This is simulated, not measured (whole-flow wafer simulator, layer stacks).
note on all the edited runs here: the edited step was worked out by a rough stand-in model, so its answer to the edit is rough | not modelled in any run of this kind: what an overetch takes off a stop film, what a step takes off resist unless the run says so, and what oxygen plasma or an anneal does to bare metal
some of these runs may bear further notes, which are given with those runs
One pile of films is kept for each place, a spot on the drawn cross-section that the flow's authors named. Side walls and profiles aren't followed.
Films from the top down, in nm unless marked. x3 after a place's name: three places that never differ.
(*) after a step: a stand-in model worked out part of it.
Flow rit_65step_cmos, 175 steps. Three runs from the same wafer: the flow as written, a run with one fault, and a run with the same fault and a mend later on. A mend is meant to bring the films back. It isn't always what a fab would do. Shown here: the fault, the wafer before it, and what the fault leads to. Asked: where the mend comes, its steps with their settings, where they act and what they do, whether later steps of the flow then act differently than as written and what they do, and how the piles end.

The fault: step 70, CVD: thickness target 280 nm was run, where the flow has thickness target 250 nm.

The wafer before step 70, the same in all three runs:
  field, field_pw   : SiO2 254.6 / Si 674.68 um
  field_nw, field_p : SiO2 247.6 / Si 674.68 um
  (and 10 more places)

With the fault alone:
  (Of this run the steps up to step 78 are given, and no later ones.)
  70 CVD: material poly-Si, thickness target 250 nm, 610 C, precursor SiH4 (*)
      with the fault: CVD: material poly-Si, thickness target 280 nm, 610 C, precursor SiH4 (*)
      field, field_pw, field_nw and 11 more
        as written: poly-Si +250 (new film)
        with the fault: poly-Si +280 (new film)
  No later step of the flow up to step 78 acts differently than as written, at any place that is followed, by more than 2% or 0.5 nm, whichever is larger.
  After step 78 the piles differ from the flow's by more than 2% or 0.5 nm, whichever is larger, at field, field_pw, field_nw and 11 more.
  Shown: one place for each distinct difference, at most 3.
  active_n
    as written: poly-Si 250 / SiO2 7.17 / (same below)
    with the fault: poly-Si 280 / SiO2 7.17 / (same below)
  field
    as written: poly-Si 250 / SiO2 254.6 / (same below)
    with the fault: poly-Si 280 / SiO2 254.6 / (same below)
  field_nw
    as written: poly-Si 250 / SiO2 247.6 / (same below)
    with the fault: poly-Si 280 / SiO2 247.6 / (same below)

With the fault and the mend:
  The mend comes after step 71.
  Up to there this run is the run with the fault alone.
  71a ETCH: chemistry tmah, depth target 30 nm
      field, field_pw, field_nw and 11 more
        poly-Si -30
  No later step of the flow acts differently than as written at any place that is followed.
  At the end the piles are the same as the flow's at every place that both follow.
